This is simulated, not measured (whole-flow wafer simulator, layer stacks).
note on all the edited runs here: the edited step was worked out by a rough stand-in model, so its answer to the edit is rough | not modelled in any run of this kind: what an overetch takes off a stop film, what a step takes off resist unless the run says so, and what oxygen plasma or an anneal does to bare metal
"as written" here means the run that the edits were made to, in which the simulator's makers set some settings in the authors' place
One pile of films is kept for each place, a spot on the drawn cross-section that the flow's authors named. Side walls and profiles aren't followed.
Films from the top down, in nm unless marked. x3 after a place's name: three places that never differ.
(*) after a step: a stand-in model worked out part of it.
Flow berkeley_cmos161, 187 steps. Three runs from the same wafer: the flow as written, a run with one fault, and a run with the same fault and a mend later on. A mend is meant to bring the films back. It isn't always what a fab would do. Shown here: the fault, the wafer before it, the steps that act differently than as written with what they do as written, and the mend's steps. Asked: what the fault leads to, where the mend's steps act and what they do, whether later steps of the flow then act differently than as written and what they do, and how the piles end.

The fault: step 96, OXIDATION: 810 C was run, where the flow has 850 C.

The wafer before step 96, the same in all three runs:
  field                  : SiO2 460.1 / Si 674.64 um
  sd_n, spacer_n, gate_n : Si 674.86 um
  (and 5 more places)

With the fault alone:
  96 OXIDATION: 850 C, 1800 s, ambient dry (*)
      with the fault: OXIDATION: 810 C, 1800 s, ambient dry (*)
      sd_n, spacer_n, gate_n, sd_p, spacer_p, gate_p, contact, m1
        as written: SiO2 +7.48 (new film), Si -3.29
        with the fault: SiO2 +5 (new film), Si -2.2
  No later step of the flow acts differently than as written, at any place that is followed, by more than 2% or 0.5 nm, whichever is larger.
  At the end the piles differ from the flow's by more than 2% or 0.5 nm, whichever is larger, at gate_n, gate_p.
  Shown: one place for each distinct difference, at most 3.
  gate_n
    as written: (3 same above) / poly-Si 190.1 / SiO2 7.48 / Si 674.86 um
    with the fault: (3 same above) / poly-Si 190.1 / SiO2 5 / Si 674.86 um

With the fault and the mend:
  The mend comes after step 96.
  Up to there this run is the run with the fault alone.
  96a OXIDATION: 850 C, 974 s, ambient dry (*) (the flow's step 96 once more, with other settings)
      sd_n, spacer_n, gate_n, sd_p, spacer_p, gate_p, contact, m1
        SiO2 +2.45, Si -1.08
      field
        SiO2 +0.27, Si -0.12
  No later step of the flow acts differently than as written, at any place that is followed, by more than 2% or 0.5 nm, whichever is larger.
  At the end the piles differ from the flow's only slightly at the places that both follow, by at most 2% or 0.5 nm, whichever is larger.
